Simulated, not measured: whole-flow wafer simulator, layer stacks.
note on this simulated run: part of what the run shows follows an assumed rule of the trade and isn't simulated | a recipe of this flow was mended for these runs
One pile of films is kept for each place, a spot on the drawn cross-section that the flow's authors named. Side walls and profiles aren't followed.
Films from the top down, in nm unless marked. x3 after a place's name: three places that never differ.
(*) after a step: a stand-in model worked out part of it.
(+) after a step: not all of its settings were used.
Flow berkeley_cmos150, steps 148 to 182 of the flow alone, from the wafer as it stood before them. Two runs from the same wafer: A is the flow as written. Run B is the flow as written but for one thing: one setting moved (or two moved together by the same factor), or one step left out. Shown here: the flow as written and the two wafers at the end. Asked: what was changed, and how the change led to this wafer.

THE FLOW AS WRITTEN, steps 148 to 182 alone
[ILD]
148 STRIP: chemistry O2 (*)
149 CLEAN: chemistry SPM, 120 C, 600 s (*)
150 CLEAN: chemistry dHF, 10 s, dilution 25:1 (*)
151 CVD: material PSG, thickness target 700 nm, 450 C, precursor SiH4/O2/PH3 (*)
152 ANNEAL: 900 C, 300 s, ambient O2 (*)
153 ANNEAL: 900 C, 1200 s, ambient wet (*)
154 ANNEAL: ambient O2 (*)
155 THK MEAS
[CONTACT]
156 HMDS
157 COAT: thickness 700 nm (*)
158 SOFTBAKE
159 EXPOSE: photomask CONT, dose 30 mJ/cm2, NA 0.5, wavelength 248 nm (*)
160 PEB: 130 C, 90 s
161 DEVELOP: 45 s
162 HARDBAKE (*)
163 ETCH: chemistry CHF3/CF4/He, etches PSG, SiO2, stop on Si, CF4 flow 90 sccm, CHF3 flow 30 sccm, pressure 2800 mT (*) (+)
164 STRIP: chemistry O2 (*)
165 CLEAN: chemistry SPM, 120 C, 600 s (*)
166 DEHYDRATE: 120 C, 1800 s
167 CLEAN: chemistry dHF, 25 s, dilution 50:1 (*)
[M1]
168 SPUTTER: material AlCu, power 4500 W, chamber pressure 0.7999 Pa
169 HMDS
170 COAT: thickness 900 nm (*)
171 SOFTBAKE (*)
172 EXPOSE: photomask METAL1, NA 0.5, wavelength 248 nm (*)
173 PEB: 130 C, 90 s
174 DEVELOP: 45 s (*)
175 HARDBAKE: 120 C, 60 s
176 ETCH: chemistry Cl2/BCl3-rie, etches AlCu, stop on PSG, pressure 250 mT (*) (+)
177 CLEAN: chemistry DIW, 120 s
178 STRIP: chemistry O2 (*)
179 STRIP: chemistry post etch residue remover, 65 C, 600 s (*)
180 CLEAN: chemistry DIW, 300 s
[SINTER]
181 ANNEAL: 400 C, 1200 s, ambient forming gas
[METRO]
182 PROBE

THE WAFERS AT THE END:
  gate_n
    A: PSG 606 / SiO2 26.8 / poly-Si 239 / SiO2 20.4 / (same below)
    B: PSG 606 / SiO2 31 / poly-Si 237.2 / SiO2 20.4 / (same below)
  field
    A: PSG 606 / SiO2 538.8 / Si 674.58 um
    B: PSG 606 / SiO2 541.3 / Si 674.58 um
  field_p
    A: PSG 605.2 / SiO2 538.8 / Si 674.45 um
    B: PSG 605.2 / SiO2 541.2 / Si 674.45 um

The cause: step 153, ANNEAL: 915 C was run, where the flow has 900 C.

How the change led to this, step by step:
  153 ANNEAL: 900 C, 1200 s, ambient wet (*)
      sd_n, contact, m1: A PSG -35, SiO2 +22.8, Si -10 | B PSG -35, SiO2 +26.6, Si -11.7
      field, field_p: A PSG -35, SiO2 +16.3, Si -7.15 | B PSG -35, SiO2 +18.7, Si -8.23
      (and at 3 more places)
  163 ETCH: chemistry CHF3/CF4/He, etches PSG, SiO2, stop on Si, CF4 flow 90 sccm, CHF3 flow 30 sccm, pressure 2800 mT (*) (+)
      contact: A PSG -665 (all of it), SiO2 -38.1 (all of it), Si -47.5 | B PSG -665 (all of it), SiO2 -42 (all of it), Si -47.5
